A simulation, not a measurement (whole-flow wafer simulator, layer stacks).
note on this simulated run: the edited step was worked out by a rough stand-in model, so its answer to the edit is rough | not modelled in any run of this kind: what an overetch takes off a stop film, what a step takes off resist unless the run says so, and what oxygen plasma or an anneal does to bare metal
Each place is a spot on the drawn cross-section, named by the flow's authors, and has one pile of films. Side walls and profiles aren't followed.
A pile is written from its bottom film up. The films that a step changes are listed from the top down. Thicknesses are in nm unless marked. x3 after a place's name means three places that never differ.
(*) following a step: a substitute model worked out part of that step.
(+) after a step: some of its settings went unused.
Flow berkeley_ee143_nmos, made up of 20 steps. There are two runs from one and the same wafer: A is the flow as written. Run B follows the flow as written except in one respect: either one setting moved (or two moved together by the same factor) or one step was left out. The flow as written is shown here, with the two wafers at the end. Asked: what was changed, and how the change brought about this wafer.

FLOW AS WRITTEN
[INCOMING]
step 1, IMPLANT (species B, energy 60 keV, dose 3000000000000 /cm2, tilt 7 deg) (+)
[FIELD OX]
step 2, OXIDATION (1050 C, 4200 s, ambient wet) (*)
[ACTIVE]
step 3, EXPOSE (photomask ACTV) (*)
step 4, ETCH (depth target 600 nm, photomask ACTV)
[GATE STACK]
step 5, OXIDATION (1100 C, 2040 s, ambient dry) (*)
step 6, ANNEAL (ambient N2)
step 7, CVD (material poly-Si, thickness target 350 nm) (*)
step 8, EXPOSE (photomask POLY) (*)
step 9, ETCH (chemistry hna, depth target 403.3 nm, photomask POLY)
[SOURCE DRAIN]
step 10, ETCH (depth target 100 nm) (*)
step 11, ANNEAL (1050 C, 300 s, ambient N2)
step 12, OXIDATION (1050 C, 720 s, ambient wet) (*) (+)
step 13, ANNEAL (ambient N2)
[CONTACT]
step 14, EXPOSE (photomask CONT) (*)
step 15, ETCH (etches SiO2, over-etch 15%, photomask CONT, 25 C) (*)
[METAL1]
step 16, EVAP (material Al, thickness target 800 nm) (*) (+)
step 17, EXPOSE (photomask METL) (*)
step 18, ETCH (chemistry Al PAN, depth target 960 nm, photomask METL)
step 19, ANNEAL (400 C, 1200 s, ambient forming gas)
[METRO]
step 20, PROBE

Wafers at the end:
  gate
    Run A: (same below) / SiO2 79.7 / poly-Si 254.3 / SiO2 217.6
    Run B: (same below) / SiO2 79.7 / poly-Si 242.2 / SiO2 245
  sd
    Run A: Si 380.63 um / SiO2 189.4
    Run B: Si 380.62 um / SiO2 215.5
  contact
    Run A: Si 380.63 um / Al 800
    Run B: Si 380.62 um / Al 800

Cause: step 12, OXIDATION: 864 s was run, whereas the flow has 720 s.

How this came from the change, step by step:
  step 12, OXIDATION (1050 C, 720 s, ambient wet) (*) (+)
      sd, contact: A SiO2 gains 189.4 (new film), Si loses 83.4 | B SiO2 gains 215.5 (new film), Si loses 94.8
      gate: A SiO2 gains 217.6 (new film), poly-Si loses 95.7 | B SiO2 gains 245 (new film), poly-Si loses 107.8
      (as well as at 1 more place)
  step 15, ETCH (etches SiO2, over-etch 15%, photomask CONT, 25 C) (*)
      contact: A SiO2 loses 189.4 (all of it) | B SiO2 loses 215.5 (all of it)
